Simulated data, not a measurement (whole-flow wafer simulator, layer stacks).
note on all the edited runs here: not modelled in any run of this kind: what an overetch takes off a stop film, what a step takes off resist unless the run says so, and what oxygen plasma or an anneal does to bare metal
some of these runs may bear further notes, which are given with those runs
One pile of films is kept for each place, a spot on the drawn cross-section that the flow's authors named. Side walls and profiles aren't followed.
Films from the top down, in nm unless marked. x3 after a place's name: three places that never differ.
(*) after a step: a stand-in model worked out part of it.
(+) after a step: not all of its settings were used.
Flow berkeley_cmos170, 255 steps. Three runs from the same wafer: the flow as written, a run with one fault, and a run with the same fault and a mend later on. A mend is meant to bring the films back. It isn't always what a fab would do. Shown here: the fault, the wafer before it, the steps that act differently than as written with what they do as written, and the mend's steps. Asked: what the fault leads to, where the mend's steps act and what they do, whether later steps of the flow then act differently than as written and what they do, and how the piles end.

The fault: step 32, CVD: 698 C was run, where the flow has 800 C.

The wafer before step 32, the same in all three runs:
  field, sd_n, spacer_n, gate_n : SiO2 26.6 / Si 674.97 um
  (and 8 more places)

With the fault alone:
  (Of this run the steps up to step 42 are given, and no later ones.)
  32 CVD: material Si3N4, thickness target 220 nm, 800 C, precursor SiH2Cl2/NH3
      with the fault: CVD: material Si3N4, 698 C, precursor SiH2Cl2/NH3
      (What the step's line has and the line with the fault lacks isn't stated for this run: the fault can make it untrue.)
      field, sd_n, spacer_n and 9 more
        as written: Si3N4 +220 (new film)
        with the fault: Si3N4 +42.4 (new film)
  Later steps of the flow that act differently than as written:
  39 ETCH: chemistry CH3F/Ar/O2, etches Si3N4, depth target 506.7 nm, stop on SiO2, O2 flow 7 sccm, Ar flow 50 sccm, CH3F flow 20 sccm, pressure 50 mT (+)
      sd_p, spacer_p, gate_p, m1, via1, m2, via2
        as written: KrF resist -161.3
        with the fault: KrF resist -43
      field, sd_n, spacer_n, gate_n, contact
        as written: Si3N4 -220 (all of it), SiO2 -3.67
        with the fault: Si3N4 -42.4 (all of it), SiO2 -3.67
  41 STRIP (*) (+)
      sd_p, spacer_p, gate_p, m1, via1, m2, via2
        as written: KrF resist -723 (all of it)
        with the fault: KrF resist -841.4 (all of it)
  After step 42 the piles differ from the flow's by more than 2% or 0.5 nm, whichever is larger, at sd_p, spacer_p, gate_p, m1, via1, m2, via2.
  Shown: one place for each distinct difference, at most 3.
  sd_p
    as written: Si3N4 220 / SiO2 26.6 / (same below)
    with the fault: Si3N4 42.4 / SiO2 26.6 / (same below)

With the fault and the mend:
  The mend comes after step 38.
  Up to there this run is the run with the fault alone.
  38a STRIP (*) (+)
      sd_p, spacer_p, gate_p, m1, via1, m2, via2
        KrF resist -884.4 (all of it)
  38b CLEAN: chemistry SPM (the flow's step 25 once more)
      changes no film at any place that is followed
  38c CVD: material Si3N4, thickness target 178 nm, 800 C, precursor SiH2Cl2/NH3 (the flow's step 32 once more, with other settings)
      field, sd_n, spacer_n and 9 more
        Si3N4 +178
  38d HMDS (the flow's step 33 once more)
      changes no film at any place that is followed
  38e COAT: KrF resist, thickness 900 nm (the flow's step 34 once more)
      field, sd_n, spacer_n and 9 more
        KrF resist +900 (new film)
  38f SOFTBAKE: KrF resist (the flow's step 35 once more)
      changes no film at any place that is followed
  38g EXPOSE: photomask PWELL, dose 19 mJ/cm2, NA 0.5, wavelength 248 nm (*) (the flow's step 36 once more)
      changes no film at any place that is followed
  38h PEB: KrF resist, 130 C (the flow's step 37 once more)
      field, sd_n, spacer_n and 9 more
        KrF resist -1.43
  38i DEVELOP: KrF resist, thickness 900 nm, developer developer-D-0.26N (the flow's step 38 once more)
      sd_p, spacer_p, gate_p, m1, via1, m2, via2
        KrF resist -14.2
      field, sd_n, spacer_n, gate_n, contact
        KrF resist -898.6 (all of it)
  No later step of the flow acts differently than as written, at any place that is followed, by more than 2% or 0.5 nm, whichever is larger.
  At the end the piles are the same as the flow's at every place that both follow.
